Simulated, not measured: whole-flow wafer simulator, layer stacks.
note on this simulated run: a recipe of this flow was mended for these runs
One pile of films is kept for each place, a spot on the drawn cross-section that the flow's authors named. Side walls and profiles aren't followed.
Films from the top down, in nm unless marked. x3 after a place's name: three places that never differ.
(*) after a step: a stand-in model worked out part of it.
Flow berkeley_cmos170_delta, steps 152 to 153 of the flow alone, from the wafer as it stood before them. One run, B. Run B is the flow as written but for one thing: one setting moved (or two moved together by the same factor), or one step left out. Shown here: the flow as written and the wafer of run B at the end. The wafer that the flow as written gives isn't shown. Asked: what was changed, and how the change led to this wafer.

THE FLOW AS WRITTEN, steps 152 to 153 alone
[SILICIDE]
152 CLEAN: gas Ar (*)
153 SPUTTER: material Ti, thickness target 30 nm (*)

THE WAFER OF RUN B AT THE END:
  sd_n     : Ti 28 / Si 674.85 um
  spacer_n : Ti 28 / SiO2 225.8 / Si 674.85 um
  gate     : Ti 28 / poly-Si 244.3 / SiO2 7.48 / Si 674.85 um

The cause: step 153, SPUTTER: thickness target 28 nm was run, where the flow has thickness target 30 nm.
It can be read off the wafer: sd_n has Ti 28, and step 153 as written asks for 30 nm.

How the change led to this, step by step:
  153 SPUTTER: material Ti, thickness target 30 nm (*)
      field, sd_n, spacer_n, gate, spacer_p, gate_p, contact x2: Ti +28 (new film) (as written it would be: Ti +30 (new film))
      sd_p: Ti +25.7 (new film) (as written it would be: Ti +27.5 (new film))
